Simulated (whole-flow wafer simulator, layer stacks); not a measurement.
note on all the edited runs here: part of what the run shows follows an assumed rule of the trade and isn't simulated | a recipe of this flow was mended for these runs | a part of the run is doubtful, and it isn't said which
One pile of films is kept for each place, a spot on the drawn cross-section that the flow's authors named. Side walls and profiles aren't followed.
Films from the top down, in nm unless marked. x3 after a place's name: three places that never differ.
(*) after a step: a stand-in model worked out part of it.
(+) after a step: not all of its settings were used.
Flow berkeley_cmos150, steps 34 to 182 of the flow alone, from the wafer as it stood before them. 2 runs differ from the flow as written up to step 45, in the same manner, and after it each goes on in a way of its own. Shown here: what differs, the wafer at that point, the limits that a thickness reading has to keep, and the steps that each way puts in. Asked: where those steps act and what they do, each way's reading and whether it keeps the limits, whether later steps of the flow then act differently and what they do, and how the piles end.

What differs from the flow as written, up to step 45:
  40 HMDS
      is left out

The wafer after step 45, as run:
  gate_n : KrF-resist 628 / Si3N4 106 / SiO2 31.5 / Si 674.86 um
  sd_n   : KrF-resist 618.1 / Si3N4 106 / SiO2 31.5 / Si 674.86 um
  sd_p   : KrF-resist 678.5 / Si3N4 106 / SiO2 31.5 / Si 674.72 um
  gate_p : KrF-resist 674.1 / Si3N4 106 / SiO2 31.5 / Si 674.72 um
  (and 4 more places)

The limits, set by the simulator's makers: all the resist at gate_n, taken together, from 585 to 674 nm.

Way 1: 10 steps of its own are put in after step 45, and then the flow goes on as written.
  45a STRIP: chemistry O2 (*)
      sd_n
        KrF-resist -618.1 (all of it)
      gate_n
        KrF-resist -628 (all of it)
      sd_p
        KrF-resist -678.5 (all of it)
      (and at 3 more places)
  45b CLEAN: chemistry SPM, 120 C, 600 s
      changes no film at any place that is followed
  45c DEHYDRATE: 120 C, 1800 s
      changes no film at any place that is followed
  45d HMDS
      changes no film at any place that is followed
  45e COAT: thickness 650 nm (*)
      field
        KrF-resist +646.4 (new film)
      field_p
        KrF-resist +715.2 (new film)
      sd_n
        KrF-resist +633.7 (new film)
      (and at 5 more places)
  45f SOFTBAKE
      changes no film at any place that is followed
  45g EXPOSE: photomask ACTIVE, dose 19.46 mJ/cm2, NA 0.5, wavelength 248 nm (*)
      changes no film at any place that is followed
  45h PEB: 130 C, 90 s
      gate_n, contact, m1
        KrF-resist -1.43
      field
        KrF-resist -1.44
      field_p
        KrF-resist -1.61
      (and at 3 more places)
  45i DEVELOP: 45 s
      sd_n, gate_n, sd_p, gate_p, contact, m1
        KrF-resist -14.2
      field
        KrF-resist -645 (all of it)
      field_p
        KrF-resist -713.6 (all of it)
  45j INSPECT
      changes no film at any place that is followed
  The reading after step 45j: 628 nm, within the limits.
  No later step of the flow acts differently than as written at any place that is followed.
  At the end the piles are the same as the flow's at every place that both follow.

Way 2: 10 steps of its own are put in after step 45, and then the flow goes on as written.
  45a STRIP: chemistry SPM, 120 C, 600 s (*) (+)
      sd_n
        KrF-resist -618.1 (all of it)
      gate_n
        KrF-resist -628 (all of it)
      sd_p
        KrF-resist -678.5 (all of it)
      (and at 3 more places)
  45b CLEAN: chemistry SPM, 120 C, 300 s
      changes no film at any place that is followed
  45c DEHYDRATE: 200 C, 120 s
      changes no film at any place that is followed
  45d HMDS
      changes no film at any place that is followed
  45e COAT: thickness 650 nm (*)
      field
        KrF-resist +646.4 (new film)
      field_p
        KrF-resist +715.2 (new film)
      sd_n
        KrF-resist +633.7 (new film)
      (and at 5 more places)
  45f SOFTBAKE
      changes no film at any place that is followed
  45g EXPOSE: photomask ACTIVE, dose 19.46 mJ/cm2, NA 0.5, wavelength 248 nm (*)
      changes no film at any place that is followed
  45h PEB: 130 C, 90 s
      gate_n, contact, m1
        KrF-resist -1.43
      field
        KrF-resist -1.44
      field_p
        KrF-resist -1.61
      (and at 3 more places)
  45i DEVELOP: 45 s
      sd_n, gate_n, sd_p, gate_p, contact, m1
        KrF-resist -14.2
      field
        KrF-resist -645 (all of it)
      field_p
        KrF-resist -713.6 (all of it)
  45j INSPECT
      changes no film at any place that is followed
  The reading after step 45j: 628 nm, within the limits.
  No later step of the flow acts differently than as written at any place that is followed.
  At the end the piles are the same as the flow's at every place that both follow.

Within the limits: way 1, way 2.
